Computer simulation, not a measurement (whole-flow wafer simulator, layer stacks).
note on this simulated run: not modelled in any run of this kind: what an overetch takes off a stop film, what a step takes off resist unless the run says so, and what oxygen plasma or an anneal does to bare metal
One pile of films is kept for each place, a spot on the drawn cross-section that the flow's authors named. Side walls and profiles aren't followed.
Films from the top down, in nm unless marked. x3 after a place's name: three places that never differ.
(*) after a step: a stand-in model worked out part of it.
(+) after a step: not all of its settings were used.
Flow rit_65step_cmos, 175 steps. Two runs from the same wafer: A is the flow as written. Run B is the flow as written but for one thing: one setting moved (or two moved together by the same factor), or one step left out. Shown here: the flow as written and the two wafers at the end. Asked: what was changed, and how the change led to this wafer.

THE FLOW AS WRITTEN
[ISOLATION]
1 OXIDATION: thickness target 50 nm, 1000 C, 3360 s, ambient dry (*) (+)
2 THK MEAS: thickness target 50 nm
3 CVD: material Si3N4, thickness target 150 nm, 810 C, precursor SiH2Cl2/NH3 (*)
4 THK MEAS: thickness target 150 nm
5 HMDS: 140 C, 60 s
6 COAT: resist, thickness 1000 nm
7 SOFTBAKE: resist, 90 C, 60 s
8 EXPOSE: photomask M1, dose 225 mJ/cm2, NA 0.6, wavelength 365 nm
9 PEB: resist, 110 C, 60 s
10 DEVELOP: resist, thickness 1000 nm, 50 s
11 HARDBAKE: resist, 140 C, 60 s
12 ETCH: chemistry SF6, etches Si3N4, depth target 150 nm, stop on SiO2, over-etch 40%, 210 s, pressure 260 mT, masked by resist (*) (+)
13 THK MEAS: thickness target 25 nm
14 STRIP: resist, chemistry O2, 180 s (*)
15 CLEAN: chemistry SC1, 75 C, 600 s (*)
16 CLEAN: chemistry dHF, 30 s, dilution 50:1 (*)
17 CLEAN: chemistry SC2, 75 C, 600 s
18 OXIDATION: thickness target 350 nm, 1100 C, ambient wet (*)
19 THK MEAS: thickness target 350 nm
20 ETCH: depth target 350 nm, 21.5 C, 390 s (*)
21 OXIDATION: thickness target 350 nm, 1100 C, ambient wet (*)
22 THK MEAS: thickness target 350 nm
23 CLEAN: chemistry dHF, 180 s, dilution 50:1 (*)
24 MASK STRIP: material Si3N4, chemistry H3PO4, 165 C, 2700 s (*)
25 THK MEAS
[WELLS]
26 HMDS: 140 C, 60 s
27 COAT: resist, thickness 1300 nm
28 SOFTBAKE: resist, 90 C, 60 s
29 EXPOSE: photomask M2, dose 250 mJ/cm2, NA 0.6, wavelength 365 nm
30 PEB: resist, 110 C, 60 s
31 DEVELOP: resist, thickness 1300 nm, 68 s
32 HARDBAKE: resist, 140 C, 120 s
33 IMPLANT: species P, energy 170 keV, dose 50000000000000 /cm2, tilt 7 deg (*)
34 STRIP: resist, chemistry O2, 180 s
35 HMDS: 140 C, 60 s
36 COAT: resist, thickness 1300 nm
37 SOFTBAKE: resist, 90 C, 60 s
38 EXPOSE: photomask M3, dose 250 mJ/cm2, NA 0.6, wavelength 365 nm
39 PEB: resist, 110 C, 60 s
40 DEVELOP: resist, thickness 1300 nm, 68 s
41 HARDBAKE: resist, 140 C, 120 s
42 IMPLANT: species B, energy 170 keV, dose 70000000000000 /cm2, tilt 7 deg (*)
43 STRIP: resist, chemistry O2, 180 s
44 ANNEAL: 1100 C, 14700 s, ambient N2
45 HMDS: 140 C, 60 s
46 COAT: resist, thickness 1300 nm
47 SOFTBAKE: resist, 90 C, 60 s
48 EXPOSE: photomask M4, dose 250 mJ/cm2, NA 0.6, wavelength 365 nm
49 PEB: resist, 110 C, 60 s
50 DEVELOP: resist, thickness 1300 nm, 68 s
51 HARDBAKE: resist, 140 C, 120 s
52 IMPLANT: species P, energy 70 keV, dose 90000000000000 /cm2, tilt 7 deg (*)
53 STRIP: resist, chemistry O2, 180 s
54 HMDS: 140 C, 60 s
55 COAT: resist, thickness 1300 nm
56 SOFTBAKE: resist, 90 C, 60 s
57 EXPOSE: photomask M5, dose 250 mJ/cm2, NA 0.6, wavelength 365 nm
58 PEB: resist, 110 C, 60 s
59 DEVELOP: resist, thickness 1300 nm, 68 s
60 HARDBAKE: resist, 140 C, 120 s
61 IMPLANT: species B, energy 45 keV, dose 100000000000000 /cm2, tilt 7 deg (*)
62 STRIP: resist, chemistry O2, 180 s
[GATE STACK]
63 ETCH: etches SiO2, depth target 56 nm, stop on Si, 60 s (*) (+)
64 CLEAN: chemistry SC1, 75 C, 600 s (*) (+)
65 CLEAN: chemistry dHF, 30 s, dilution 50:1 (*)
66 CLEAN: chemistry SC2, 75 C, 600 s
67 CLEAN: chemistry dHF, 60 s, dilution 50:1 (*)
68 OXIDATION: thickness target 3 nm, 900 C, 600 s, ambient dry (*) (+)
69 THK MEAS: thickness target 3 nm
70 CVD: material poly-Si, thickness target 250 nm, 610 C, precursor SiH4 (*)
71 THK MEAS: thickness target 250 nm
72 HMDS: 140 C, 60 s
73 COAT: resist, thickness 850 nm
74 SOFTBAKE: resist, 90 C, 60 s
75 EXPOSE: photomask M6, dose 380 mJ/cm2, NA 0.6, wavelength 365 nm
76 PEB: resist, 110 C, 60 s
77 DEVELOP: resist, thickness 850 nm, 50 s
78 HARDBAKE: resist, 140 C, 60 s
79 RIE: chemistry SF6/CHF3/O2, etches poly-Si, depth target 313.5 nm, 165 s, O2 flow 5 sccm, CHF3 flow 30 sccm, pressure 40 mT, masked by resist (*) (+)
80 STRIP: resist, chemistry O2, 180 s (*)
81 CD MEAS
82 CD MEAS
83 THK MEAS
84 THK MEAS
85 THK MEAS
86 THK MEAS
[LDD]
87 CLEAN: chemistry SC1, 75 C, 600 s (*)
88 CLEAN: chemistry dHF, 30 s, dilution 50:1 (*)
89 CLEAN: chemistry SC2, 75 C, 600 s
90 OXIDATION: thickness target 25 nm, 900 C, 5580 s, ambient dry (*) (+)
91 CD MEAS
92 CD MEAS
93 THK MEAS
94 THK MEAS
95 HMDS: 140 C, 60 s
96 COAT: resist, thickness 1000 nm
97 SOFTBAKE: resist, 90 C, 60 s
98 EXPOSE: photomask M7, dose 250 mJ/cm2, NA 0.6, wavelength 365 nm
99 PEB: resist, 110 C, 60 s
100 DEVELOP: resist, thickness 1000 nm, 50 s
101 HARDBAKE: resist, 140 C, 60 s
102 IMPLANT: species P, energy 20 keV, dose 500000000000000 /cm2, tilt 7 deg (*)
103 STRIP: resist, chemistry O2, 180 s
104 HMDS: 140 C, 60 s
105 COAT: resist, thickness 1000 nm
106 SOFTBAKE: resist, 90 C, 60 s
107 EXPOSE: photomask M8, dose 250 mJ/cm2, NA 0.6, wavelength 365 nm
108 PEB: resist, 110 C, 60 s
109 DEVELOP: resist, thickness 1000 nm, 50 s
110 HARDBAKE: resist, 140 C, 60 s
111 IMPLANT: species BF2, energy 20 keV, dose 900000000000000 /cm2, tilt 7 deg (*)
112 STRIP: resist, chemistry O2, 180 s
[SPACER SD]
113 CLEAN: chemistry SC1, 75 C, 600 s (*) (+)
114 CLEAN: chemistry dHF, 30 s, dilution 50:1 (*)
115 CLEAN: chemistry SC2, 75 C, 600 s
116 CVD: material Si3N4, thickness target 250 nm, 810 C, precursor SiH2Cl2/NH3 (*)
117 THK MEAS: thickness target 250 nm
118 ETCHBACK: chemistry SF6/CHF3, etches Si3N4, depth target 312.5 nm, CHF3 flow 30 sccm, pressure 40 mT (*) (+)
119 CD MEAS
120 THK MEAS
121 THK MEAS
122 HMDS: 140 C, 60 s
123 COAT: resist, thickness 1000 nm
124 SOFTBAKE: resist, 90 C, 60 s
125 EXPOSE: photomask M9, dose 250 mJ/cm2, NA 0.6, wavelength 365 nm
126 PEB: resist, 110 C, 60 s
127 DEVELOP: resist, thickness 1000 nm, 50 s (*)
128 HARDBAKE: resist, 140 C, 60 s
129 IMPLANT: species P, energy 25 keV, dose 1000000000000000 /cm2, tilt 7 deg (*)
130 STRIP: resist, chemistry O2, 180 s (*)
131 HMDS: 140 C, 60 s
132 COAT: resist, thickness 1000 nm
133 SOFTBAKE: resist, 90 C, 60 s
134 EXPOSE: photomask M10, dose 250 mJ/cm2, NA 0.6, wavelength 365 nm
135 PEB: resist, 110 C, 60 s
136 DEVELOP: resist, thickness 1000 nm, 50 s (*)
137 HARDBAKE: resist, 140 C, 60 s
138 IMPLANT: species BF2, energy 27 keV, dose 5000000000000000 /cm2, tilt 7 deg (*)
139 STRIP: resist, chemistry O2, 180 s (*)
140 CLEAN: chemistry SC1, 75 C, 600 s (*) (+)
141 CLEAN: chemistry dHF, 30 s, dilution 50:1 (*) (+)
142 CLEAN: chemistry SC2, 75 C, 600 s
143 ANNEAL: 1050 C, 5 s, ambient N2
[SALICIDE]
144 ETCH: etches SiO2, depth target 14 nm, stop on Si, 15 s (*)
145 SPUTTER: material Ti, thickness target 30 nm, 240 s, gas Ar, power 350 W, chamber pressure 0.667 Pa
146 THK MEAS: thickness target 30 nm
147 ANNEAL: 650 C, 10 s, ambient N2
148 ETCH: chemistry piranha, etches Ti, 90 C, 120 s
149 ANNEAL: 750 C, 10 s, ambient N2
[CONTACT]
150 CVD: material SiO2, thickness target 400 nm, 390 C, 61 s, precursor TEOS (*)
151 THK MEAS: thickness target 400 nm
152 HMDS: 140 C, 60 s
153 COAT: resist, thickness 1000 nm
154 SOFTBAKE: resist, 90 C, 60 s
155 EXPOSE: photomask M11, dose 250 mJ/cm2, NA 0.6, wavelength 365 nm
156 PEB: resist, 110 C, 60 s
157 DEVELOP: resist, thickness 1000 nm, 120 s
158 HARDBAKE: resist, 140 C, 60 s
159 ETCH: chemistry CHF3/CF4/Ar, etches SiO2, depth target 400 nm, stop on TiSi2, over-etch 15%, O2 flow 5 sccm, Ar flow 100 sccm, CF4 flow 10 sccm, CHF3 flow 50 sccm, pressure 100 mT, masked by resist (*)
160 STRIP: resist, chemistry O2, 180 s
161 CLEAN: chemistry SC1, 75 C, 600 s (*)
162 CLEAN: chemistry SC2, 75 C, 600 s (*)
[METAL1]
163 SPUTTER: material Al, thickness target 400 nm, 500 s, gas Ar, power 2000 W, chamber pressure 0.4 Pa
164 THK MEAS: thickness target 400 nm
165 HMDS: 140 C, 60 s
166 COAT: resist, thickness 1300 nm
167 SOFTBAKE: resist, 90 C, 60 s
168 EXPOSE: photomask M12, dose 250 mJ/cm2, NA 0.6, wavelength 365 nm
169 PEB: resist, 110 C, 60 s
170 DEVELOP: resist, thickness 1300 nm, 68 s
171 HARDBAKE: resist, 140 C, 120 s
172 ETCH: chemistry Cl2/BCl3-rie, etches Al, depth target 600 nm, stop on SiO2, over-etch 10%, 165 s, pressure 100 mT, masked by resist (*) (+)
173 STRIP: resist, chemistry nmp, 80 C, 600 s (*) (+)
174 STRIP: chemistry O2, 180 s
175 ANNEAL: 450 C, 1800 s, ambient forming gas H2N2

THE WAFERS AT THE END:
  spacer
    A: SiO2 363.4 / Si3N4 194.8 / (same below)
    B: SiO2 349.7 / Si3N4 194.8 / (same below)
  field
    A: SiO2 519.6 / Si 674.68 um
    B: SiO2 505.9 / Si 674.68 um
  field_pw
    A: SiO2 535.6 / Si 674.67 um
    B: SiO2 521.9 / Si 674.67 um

The cause: step 163, SPUTTER: thickness target 290 nm was run, where the flow has thickness target 400 nm; step 163, SPUTTER: 362 s was run, where the flow has 500 s.

How the change led to this, step by step:
  163 SPUTTER: material Al, thickness target 400 nm, 500 s, gas Ar, power 2000 W, chamber pressure 0.4 Pa
      field, field_p, spacer, spacer_p: A Al +400 (new film) | B Al +290 (new film)
      gate_n, gate_p: A Al +396 (new film) | B Al +290 (new film)
      (and at 2 more places)
  172 ETCH: chemistry Cl2/BCl3-rie, etches Al, depth target 600 nm, stop on SiO2, over-etch 10%, 165 s, pressure 100 mT, masked by resist (*) (+)
      field, spacer, spacer_p: A Al -400 (all of it), SiO2 -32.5 | B Al -290 (all of it), SiO2 -46.2
      gate_n, gate_p: A Al -396 (all of it), SiO2 -33 | B Al -290 (all of it), SiO2 -46.2
      (and at 3 more places)
